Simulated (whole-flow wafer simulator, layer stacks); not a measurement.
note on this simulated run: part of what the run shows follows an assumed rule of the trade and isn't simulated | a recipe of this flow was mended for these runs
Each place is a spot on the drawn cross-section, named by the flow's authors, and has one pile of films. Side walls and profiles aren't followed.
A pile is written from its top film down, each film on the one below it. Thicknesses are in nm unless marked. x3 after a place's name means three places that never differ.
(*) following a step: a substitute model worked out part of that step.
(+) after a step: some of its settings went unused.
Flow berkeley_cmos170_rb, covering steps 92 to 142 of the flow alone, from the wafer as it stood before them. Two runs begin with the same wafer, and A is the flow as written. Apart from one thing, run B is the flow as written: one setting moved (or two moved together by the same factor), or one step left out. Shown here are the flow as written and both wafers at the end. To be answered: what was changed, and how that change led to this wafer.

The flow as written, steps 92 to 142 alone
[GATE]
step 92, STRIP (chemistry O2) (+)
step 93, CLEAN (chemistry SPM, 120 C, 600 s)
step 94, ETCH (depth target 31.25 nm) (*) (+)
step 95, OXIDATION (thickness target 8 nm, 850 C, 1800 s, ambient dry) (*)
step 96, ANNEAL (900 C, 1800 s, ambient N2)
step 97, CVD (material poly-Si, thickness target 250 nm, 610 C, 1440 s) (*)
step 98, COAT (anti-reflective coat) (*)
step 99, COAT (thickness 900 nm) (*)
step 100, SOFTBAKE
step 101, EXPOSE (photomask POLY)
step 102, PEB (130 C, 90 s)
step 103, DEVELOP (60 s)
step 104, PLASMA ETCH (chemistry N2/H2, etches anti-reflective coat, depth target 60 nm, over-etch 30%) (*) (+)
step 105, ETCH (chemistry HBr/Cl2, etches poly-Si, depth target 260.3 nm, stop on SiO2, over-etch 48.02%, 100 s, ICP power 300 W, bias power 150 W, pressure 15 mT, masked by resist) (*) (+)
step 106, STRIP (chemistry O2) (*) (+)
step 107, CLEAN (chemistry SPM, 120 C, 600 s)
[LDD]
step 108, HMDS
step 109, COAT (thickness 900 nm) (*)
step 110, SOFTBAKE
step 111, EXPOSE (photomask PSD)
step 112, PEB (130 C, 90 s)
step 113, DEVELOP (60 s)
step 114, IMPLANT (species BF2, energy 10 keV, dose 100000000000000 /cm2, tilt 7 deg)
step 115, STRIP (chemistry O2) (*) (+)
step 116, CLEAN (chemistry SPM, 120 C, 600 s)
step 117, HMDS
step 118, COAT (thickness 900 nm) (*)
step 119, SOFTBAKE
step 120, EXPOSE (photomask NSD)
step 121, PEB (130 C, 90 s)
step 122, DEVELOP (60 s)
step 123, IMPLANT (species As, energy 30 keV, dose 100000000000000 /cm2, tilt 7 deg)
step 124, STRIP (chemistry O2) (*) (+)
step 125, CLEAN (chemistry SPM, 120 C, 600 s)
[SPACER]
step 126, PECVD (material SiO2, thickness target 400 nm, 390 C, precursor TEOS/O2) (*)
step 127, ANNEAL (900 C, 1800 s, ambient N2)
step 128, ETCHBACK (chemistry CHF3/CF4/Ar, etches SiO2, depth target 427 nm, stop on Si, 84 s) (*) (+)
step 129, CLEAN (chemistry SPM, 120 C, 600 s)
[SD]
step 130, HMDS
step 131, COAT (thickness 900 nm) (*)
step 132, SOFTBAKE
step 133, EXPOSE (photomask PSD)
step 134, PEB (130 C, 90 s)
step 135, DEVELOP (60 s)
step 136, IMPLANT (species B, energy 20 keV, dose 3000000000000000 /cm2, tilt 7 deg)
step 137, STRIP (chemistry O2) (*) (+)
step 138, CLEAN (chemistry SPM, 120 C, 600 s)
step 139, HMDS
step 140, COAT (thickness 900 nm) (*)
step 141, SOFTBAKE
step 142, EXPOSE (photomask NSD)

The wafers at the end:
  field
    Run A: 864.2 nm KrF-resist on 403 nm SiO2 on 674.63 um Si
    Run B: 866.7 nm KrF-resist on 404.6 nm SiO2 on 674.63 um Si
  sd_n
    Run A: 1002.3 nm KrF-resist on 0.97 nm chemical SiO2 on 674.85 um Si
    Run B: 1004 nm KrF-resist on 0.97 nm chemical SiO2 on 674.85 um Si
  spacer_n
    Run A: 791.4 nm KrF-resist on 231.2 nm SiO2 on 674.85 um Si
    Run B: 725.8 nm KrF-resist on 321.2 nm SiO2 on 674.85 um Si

The reason: step 97, CVD: thickness target 340 nm was run, whereas the flow has thickness target 250 nm; step 97, CVD: 1958 s was run, where the flow has 1440 s.

Step by step, how the change led to this:
  step 97, CVD (material poly-Si, thickness target 250 nm, 610 C, 1440 s) (*)
      field, sd_n, spacer_n and 6 more: A poly-Si gains 250 (new film) | B poly-Si gains 340 (new film)
  step 98, COAT (anti-reflective coat) (*)
      sd_n: A anti-reflective coat gains 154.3 (new film) | B anti-reflective coat gains 158.6 (new film)
      contact: A anti-reflective coat gains 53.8 (new film) | B anti-reflective coat gains 55.9 (new film)
  step 104, PLASMA ETCH (chemistry N2/H2, etches anti-reflective coat, depth target 60 nm, over-etch 30%) (*) (+)
      gate, gate_p: A KrF-resist loses 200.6 | B KrF-resist loses 206.2
      sd_n: A anti-reflective coat loses 154.3 (all of it), poly-Si loses 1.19 | B anti-reflective coat loses 158.6 (all of it), poly-Si loses 1.22
      (as well as at 1 more place)
  step 105, ETCH (chemistry HBr/Cl2, etches poly-Si, depth target 260.3 nm, stop on SiO2, over-etch 48.02%, 100 s, ICP power 300 W, bias power 150 W, pressure 15 mT, masked by resist) (*) (+)
      spacer_n, spacer_p: A poly-Si loses 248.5 (all of it), SiO2 loses 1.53 | B poly-Si loses 338.4 (all of it), SiO2 loses 0.23
      field: A poly-Si loses 245 (all of it), SiO2 loses 1.8 | B poly-Si loses 334.9 (all of it), SiO2 loses 0.25
      (as well as at 4 more places)
  step 109, COAT (thickness 900 nm) (*)
      gate: A KrF-resist gains 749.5 (new film) | B KrF-resist gains 673.2 (new film)
      gate_p: A KrF-resist gains 745.7 (new film) | B KrF-resist gains 669.4 (new film)
  step 113, DEVELOP (60 s)
      gate_p: A KrF-resist loses 744.1 (all of it) | B KrF-resist loses 668 (all of it)
  step 115, STRIP (chemistry O2) (*) (+)
      gate: A KrF-resist loses 733 (all of it), chemical SiO2 gains 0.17 | B KrF-resist loses 656.8 (all of it), chemical SiO2 gains 0.17
  step 118, COAT (thickness 900 nm) (*)
      gate: A KrF-resist gains 748.7 (new film) | B KrF-resist gains 673.1 (new film)
      gate_p: A KrF-resist gains 744.7 (new film) | B KrF-resist gains 669.3 (new film)
  step 122, DEVELOP (60 s)
      gate: A KrF-resist loses 747.1 (all of it) | B KrF-resist loses 671.7 (all of it)
  step 124, STRIP (chemistry O2) (*) (+)
      gate_p: A KrF-resist loses 728.2 (all of it), chemical SiO2 gains 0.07 | B KrF-resist loses 652.9 (all of it), chemical SiO2 gains 0.07
  step 128, ETCHBACK (chemistry CHF3/CF4/Ar, etches SiO2, depth target 427 nm, stop on Si, 84 s) (*) (+)
      spacer_n: A SiO2 loses 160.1 | B SiO2 loses 70.3
      spacer_p: A SiO2 loses 160.1 | B SiO2 loses 70.2
  step 131, COAT (thickness 900 nm) (*)
      spacer_n: A KrF-resist gains 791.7 (new film) | B KrF-resist gains 725.8 (new film)
      gate: A KrF-resist gains 770.7 (new film) | B KrF-resist gains 706.3 (new film)
      (as well as at 2 more places)
  step 135, DEVELOP (60 s)
      spacer_p: A KrF-resist loses 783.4 (all of it) | B KrF-resist loses 717.9 (all of it)
      gate_p: A KrF-resist loses 762.3 (all of it) | B KrF-resist loses 698.3 (all of it)
  step 137, STRIP (chemistry O2) (*) (+)
      spacer_n: A KrF-resist loses 775.1 (all of it) | B KrF-resist loses 709.3 (all of it)
      gate: A KrF-resist loses 754.1 (all of it), chemical SiO2 gains 0.17, poly-Si loses 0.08 | B KrF-resist loses 689.9 (all of it), chemical SiO2 gains 0.17, poly-Si loses 0.08
  step 140, COAT (thickness 900 nm) (*)
      spacer_n: A KrF-resist gains 791.4 (new film) | B KrF-resist gains 725.8 (new film)
      gate: A KrF-resist gains 770.4 (new film) | B KrF-resist gains 706.3 (new film)
      (as well as at 2 more places)
